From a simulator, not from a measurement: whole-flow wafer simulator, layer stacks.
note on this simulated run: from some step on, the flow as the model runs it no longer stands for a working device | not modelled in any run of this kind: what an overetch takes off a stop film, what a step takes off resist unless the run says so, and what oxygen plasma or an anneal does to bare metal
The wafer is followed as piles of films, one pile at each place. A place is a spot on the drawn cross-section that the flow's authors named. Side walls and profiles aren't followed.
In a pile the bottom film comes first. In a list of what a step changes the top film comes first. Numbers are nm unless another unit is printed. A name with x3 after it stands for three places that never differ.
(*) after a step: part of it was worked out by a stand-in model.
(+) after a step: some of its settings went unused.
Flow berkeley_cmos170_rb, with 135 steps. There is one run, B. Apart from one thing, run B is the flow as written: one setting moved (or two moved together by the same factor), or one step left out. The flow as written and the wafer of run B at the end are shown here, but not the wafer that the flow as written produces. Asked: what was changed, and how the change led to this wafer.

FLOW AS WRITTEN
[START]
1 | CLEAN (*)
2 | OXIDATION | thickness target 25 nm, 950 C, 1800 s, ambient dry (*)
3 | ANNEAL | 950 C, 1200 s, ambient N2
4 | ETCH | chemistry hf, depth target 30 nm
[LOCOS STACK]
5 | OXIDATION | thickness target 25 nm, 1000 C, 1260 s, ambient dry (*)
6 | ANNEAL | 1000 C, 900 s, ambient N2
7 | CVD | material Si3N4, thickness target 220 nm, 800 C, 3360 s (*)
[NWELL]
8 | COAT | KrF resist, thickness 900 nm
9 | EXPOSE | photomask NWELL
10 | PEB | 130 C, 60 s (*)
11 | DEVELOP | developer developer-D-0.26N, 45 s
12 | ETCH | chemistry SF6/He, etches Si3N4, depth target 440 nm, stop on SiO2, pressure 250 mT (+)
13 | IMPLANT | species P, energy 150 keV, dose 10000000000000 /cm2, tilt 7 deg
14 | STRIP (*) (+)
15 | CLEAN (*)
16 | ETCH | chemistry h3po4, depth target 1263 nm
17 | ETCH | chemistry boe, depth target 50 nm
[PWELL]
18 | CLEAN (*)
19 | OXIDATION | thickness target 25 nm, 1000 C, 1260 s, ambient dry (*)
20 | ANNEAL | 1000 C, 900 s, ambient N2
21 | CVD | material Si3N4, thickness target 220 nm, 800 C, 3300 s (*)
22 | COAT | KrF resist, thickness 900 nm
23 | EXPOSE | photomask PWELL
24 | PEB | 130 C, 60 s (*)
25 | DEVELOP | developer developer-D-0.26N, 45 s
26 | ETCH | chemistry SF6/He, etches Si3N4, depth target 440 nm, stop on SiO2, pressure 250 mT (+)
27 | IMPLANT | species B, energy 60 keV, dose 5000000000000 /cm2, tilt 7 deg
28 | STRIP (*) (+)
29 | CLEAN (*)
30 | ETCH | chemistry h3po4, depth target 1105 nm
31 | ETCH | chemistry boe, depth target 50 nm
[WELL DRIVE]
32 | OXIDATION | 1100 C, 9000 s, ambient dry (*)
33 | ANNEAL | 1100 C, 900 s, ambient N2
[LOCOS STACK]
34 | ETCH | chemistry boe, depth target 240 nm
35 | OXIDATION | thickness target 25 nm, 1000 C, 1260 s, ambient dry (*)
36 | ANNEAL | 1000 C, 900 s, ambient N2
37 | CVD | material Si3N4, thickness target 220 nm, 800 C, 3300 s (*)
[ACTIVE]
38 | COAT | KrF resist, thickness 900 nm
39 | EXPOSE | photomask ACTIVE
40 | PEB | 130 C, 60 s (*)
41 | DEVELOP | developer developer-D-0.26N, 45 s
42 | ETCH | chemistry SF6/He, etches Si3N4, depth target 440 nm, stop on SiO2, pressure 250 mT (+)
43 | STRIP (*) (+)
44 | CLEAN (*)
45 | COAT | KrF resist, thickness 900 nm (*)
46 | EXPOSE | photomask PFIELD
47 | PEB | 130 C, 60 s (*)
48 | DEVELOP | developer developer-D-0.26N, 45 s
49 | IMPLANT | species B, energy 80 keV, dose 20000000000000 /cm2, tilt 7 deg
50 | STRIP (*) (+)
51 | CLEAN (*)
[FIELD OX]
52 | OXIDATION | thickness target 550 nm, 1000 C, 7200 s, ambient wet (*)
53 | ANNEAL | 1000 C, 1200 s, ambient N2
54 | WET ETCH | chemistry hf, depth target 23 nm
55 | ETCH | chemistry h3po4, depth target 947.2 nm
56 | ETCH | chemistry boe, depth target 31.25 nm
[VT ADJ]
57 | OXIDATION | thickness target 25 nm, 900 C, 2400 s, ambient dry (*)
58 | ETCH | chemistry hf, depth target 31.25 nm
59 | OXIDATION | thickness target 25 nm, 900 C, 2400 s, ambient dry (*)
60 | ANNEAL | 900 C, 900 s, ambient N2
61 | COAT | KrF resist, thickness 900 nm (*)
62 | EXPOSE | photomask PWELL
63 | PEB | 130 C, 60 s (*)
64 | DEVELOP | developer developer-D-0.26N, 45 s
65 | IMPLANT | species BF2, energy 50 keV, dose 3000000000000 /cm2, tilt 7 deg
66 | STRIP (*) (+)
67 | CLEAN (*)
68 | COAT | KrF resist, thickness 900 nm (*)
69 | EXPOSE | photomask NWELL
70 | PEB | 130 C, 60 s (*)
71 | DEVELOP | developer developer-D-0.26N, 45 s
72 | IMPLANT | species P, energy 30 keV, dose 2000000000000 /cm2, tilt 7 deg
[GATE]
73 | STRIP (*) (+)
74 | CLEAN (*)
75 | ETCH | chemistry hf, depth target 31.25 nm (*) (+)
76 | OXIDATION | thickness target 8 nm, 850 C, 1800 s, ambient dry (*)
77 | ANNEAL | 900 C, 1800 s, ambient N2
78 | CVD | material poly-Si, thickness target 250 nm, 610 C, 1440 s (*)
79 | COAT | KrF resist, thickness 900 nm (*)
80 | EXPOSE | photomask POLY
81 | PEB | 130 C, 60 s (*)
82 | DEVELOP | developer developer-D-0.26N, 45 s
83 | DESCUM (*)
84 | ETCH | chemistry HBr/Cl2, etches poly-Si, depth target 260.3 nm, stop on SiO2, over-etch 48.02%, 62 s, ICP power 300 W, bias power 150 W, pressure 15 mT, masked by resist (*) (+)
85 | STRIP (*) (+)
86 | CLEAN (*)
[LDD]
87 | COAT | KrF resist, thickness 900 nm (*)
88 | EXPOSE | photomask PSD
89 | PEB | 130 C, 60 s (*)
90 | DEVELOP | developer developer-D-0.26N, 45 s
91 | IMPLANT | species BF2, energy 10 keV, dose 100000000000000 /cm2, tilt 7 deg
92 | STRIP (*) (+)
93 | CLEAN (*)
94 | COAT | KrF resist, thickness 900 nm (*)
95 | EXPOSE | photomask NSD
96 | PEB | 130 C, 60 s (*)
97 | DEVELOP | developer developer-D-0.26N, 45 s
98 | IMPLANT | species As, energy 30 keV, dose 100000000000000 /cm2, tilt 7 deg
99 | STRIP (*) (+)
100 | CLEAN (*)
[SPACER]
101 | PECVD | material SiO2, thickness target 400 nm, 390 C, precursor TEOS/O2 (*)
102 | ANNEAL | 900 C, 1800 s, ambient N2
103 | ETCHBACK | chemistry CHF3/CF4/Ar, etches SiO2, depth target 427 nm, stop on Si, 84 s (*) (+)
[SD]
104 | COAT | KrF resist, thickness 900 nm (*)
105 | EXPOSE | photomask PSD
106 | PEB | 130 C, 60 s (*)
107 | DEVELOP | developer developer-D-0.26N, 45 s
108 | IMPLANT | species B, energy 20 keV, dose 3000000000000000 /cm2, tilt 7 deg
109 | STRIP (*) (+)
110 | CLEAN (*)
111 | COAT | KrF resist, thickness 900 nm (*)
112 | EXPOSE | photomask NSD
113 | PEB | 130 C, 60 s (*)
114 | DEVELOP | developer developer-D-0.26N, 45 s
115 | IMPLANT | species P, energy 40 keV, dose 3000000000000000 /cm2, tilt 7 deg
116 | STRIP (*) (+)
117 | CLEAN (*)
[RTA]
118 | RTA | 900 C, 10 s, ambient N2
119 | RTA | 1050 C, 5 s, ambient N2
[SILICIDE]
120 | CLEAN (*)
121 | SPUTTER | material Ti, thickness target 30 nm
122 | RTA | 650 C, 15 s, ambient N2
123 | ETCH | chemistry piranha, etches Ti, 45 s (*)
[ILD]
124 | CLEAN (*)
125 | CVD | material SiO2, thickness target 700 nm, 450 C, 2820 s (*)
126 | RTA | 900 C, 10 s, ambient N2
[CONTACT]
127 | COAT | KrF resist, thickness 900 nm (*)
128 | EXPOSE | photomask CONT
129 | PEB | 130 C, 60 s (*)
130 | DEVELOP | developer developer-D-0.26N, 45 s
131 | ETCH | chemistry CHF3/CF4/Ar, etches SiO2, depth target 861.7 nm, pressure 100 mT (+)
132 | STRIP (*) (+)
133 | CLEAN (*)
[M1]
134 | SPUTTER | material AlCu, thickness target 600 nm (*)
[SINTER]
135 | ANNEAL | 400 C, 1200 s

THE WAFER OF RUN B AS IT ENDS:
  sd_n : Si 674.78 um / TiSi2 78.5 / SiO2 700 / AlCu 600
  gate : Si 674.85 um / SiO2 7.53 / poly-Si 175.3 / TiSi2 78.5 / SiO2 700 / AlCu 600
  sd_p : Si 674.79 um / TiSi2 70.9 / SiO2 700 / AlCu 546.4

Cause: step 121, SPUTTER: thickness target 42 nm was run, though the flow has thickness target 30 nm.

Step by step, how the change led to this:
  121 | SPUTTER | material Ti, thickness target 30 nm
      field, sd_n, spacer_n, gate, spacer_p, gate_p, contact, m1: Ti gains 42 (new film) (in the flow as written it would be: Ti gains 30 (new film))
      sd_p: Ti gains 38 (new film) (in the flow as written it would be: Ti gains 27.1 (new film))
  122 | RTA | 650 C, 15 s, ambient N2
      sd_n, contact, m1: Ti loses 32.8, TiSi first gains 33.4 (new film), TiSi2 C49 gains 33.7 (new film), Si loses 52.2 (in the flow as written it would be: Ti loses 23.4, TiSi first gains 6.2 (new film), TiSi2 C49 gains 50.3 (new film), Si loses 49)
      gate, gate_p: Ti loses 32.8, TiSi first gains 33.4 (new film), TiSi2 C49 gains 33.7 (new film), poly-Si loses 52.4 (in the flow as written it would be: Ti loses 23.4, TiSi first gains 6.2 (new film), TiSi2 C49 gains 50.3 (new film), poly-Si loses 49.2)
      (and at 1 other place as well)
  123 | ETCH | chemistry piranha, etches Ti, 45 s (*)
      sd_n, gate, gate_p, contact, m1: Ti loses 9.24 (all of it) (in the flow as written it would be: Ti loses 6.6 (all of it))
      field, spacer_n, spacer_p: Ti loses 42 (all of it) (in the flow as written it would be: Ti loses 30 (all of it))
      (and at 1 other place as well)
  126 | RTA | 900 C, 10 s, ambient N2
      sd_n, contact, m1: under 1 film: TiSi2 gains 78.5 (new film), TiSi first loses 33.4 (all of it), TiSi2 C49 loses 33.7 (all of it), Si loses 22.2 (in the flow as written it would be: under 1 film: TiSi2 gains 56 (new film), TiSi first loses 6.2 (all of it), TiSi2 C49 loses 50.3 (all of it), Si loses 4.12)
      gate, gate_p: under 1 film: TiSi2 gains 78.5 (new film), TiSi first loses 33.4 (all of it), TiSi2 C49 loses 33.7 (all of it), poly-Si loses 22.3 (in the flow as written it would be: under 1 film: TiSi2 gains 56 (new film), TiSi first loses 6.2 (all of it), TiSi2 C49 loses 50.3 (all of it), poly-Si loses 4.13)
      (and at 1 other place as well)
